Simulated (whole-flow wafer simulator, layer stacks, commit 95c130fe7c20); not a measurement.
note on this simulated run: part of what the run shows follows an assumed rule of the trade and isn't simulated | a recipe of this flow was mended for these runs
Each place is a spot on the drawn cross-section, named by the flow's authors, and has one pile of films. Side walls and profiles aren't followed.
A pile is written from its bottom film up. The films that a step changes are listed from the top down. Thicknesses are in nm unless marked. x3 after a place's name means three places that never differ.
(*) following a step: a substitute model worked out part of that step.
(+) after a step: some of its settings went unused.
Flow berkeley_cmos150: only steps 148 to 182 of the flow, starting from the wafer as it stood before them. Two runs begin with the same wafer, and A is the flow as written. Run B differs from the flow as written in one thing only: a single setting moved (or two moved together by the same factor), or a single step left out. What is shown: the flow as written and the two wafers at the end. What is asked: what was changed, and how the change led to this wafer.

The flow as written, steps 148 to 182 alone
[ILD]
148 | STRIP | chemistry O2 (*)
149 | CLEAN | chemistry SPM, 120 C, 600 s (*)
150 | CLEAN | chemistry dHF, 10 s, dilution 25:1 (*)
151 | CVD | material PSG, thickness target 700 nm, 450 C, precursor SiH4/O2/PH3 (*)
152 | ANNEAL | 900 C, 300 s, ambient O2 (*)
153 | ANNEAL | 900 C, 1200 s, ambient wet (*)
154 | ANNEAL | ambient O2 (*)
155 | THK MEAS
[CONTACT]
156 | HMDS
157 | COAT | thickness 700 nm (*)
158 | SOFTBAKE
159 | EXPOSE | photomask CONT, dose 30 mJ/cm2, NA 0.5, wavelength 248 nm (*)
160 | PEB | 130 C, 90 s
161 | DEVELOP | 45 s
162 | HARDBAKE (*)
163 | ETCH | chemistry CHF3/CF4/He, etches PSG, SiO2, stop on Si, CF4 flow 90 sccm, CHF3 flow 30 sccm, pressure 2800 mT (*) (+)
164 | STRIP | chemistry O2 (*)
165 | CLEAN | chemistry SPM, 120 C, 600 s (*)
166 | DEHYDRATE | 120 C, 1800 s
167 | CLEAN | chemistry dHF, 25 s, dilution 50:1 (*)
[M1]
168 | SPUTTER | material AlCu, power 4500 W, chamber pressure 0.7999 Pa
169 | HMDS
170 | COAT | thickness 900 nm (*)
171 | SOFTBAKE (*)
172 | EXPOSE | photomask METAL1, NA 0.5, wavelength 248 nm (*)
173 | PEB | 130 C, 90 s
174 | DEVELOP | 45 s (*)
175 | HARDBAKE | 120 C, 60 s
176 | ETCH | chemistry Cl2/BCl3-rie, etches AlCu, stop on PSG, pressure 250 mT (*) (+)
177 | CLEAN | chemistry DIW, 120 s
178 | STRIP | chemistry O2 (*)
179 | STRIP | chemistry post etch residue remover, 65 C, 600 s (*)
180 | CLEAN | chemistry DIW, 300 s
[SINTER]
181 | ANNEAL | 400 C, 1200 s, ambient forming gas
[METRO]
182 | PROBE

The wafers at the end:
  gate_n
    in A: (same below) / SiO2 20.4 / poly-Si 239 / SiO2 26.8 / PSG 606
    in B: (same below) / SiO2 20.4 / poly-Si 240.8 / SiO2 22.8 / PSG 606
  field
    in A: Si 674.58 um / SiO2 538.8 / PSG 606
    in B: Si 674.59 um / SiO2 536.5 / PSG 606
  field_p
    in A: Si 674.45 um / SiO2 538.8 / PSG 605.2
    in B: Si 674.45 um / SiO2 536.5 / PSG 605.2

Cause: step 153, ANNEAL: 885 C was run, whereas the flow has 900 C.

Step by step, how the change led to this:
  153 | ANNEAL | 900 C, 1200 s, ambient wet (*)
      sd_n, contact, m1: A PSG loses 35, SiO2 gains 22.8, Si loses 10 | B PSG loses 35, SiO2 gains 19.1, Si loses 8.41
      field, field_p: A PSG loses 35, SiO2 gains 16.3, Si loses 7.15 | B PSG loses 35, SiO2 gains 13.9, Si loses 6.13
      (as well as at 3 more places)
  163 | ETCH | chemistry CHF3/CF4/He, etches PSG, SiO2, stop on Si, CF4 flow 90 sccm, CHF3 flow 30 sccm, pressure 2800 mT (*) (+)
      contact: A PSG loses 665 (all of it), SiO2 loses 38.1 (all of it), Si loses 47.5 | B PSG loses 665 (all of it), SiO2 loses 34.4 (all of it), Si loses 47.5
